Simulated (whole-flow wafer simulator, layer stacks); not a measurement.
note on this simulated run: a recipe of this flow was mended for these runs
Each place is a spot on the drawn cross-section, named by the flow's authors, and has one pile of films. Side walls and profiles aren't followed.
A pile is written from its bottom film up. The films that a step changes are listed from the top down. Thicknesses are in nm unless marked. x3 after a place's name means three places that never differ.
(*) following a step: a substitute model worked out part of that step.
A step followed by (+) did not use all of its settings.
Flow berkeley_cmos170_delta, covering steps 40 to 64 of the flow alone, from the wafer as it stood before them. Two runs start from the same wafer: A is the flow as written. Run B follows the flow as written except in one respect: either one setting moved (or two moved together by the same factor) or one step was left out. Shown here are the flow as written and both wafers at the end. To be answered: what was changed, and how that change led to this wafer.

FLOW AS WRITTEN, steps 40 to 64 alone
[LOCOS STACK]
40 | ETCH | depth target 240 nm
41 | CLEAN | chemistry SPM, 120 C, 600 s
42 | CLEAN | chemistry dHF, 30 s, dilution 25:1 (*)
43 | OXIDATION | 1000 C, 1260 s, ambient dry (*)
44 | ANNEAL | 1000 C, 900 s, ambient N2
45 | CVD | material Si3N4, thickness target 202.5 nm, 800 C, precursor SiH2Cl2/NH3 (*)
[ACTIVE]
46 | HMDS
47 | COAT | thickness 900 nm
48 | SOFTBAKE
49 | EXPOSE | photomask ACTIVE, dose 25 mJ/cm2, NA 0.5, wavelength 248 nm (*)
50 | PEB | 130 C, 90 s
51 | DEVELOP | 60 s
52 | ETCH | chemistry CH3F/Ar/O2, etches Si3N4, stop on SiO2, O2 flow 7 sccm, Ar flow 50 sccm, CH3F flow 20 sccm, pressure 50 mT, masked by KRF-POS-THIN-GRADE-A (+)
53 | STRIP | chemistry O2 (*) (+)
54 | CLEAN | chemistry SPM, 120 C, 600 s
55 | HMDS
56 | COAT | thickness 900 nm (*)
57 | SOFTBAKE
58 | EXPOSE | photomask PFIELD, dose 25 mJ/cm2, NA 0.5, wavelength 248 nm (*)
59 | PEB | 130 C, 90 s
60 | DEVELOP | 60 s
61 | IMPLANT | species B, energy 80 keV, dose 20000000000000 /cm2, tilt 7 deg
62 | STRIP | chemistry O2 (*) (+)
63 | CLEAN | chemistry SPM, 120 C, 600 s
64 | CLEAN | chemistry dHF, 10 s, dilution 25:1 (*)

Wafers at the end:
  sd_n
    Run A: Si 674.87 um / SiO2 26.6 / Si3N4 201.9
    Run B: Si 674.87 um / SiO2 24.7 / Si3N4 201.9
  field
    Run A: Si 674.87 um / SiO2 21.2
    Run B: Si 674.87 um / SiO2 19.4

Cause: step 43, OXIDATION: 1102 s was run, though the flow has 1260 s.

How this came from the change, step by step:
  43 | OXIDATION | 1000 C, 1260 s, ambient dry (*)
      field, sd_n, spacer_n and 6 more: A +26.6 SiO2 (new film), -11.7 Si | B +24.7 SiO2 (new film), -10.9 Si
